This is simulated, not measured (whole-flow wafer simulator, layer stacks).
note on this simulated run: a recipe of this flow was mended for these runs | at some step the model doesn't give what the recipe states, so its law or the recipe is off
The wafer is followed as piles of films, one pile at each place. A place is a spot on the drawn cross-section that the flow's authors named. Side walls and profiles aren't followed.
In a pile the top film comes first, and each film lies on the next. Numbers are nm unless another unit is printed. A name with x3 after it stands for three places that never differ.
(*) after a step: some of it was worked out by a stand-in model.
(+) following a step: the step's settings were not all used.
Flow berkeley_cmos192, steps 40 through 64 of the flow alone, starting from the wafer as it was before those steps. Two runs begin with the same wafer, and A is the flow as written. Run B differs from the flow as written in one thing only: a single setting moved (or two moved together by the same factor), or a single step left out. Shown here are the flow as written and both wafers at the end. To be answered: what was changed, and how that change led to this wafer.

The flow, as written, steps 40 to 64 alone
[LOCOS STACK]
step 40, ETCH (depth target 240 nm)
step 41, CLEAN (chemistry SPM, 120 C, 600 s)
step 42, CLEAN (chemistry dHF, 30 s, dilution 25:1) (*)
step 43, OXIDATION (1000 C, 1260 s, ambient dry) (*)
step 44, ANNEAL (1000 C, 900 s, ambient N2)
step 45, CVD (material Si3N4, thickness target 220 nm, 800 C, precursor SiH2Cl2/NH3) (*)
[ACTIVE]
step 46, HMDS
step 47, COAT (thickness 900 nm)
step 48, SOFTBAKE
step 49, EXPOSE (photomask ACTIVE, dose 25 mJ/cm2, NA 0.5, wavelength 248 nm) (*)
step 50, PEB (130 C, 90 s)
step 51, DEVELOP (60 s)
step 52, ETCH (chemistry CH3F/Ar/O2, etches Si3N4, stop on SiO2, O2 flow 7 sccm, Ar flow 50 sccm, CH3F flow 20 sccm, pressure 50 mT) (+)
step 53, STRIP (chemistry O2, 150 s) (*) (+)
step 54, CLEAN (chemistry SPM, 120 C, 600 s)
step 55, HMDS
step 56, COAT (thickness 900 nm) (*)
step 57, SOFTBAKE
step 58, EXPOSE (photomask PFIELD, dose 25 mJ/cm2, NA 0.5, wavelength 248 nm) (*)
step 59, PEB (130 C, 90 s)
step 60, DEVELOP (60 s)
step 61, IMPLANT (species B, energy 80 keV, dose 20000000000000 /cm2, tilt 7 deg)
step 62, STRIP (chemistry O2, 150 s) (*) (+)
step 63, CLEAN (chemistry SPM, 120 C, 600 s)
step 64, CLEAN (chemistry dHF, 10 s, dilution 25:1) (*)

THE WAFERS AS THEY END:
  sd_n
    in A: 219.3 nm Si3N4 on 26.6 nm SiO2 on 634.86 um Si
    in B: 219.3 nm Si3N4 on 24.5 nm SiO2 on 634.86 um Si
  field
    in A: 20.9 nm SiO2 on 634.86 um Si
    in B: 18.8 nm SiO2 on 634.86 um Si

What caused this: step 43, OXIDATION: 992 C was run, while the flow as written has 1000 C.

The path from the change to this, step by step:
  step 43, OXIDATION (1000 C, 1260 s, ambient dry) (*)
      field, sd_n, spacer_n and 6 more: A +26.6 SiO2 (new film), -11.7 Si | B +24.5 SiO2 (new film), -10.8 Si
